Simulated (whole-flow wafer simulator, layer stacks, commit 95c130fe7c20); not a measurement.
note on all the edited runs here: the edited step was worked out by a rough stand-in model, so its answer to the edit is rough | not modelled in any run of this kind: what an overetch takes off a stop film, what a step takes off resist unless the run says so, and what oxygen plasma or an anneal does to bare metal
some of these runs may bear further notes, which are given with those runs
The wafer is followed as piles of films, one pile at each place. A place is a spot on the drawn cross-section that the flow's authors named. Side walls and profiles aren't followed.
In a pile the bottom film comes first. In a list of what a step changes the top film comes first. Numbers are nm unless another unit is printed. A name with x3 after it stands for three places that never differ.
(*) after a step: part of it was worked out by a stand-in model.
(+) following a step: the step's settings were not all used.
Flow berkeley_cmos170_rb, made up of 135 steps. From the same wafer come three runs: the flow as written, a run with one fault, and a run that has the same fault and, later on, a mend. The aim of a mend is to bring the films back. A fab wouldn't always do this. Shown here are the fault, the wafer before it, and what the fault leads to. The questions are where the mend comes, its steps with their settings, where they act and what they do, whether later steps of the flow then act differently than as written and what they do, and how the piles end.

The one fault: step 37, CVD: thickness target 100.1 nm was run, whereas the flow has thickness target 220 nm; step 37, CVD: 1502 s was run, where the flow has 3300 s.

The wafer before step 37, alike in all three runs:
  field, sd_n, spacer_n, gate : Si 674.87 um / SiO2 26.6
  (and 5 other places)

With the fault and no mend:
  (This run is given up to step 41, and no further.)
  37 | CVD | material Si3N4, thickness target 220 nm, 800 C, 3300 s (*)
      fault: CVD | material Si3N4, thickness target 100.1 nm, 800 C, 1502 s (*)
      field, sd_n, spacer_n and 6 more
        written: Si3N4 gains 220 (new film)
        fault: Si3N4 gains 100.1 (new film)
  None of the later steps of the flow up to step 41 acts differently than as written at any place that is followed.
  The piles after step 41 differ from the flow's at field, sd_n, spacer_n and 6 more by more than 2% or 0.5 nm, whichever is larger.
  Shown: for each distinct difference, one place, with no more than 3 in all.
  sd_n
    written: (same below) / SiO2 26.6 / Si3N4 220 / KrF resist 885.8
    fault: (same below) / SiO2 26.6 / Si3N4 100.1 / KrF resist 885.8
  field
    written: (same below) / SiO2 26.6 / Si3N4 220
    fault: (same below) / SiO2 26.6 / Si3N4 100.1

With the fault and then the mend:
  The mend follows step 41.
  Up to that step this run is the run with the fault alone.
  41a | STRIP (*) (+)
      sd_n, spacer_n, gate, sd_p, spacer_p, gate_p, contact, m1
        KrF resist loses 885.8 (all of it)
  41b | CLEAN (*)
      does not change any film at any place that is followed
  41c | CVD | material Si3N4, thickness target 119.9 nm, 800 C, 1798 s (*) (the flow's step 37, run once more with other settings)
      field, sd_n, spacer_n and 6 more
        Si3N4 gains 119.9
  41d | COAT | KrF resist, thickness 900 nm (the flow's step 38, run once more)
      field, sd_n, spacer_n and 6 more
        KrF resist gains 900 (new film)
  41e | EXPOSE | photomask ACTIVE (the flow's step 39, run once more)
      does not change any film at any place that is followed
  41f | PEB | 130 C, 60 s (*) (the flow's step 40, run once more)
      does not change any film at any place that is followed
  41g | DEVELOP | developer developer-D-0.26N, 45 s (the flow's step 41, run once more)
      sd_n, spacer_n, gate, sd_p, spacer_p, gate_p, contact, m1
        KrF resist loses 14.2
      field
        KrF resist loses 900 (all of it)
  None of the later steps of the flow acts differently than as written at any place that is followed.
  At every place that both follow, the piles at the end match the flow's.
